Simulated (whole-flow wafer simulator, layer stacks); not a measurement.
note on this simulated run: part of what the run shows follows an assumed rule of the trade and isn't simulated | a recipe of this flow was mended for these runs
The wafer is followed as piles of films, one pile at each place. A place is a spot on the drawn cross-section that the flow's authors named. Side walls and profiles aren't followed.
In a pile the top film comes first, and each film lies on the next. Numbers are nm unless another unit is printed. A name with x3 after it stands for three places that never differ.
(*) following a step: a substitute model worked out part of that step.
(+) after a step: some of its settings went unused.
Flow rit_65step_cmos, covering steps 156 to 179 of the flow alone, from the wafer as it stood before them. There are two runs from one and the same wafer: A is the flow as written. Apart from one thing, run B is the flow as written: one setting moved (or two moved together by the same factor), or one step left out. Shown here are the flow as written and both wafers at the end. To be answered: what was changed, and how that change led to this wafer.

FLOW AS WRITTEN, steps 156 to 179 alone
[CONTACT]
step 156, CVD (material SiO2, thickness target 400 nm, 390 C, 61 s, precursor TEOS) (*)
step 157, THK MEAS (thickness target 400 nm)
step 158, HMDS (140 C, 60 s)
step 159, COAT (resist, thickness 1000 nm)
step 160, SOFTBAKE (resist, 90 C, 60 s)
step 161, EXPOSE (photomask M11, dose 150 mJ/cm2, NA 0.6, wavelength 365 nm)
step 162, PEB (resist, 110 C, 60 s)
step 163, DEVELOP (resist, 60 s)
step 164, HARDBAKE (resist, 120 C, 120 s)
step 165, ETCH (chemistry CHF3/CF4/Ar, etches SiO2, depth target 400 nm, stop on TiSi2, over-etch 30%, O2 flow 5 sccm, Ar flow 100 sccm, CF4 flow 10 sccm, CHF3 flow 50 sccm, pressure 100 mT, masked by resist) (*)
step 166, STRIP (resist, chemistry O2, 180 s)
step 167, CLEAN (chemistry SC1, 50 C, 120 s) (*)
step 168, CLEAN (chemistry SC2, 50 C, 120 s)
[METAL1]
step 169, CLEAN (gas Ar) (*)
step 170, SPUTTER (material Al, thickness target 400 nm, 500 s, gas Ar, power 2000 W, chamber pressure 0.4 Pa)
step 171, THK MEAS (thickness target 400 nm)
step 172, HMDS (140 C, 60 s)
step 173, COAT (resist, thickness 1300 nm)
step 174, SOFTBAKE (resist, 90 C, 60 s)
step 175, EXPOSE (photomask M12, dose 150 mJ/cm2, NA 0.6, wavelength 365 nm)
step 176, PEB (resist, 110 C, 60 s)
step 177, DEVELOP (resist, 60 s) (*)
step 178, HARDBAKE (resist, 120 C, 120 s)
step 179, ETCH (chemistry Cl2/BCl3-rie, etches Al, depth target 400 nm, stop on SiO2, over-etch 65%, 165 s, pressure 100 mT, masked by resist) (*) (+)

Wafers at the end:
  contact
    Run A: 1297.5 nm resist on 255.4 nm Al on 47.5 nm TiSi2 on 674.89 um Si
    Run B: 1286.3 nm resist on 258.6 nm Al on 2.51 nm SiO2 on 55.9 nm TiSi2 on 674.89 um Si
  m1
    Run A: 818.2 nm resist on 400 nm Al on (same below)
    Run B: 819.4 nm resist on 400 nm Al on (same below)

Cause: step 165, ETCH: depth target 301.5 nm was run, while the flow as written has depth target 400 nm.

How this came from the change, step by step:
  step 165, ETCH (chemistry CHF3/CF4/Ar, etches SiO2, depth target 400 nm, stop on TiSi2, over-etch 30%, O2 flow 5 sccm, Ar flow 100 sccm, CF4 flow 10 sccm, CHF3 flow 50 sccm, pressure 100 mT, masked by resist) (*)
      contact: A -400 SiO2 (all of it), -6 TiSi2 | B -391.9 SiO2
      field, field_pw, field_nw and 10 more: A -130 resist | B -98 resist
  step 166, STRIP (resist, chemistry O2, 180 s)
      active_n, active_p: A -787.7 resist (all of it) | B -819.7 resist (all of it)
      field: A -847 resist (all of it) | B -879 resist (all of it)
      (and at 10 other places as well)
  step 169, CLEAN (gas Ar) (*)
      contact: A -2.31 TiSi2 | B -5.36 SiO2
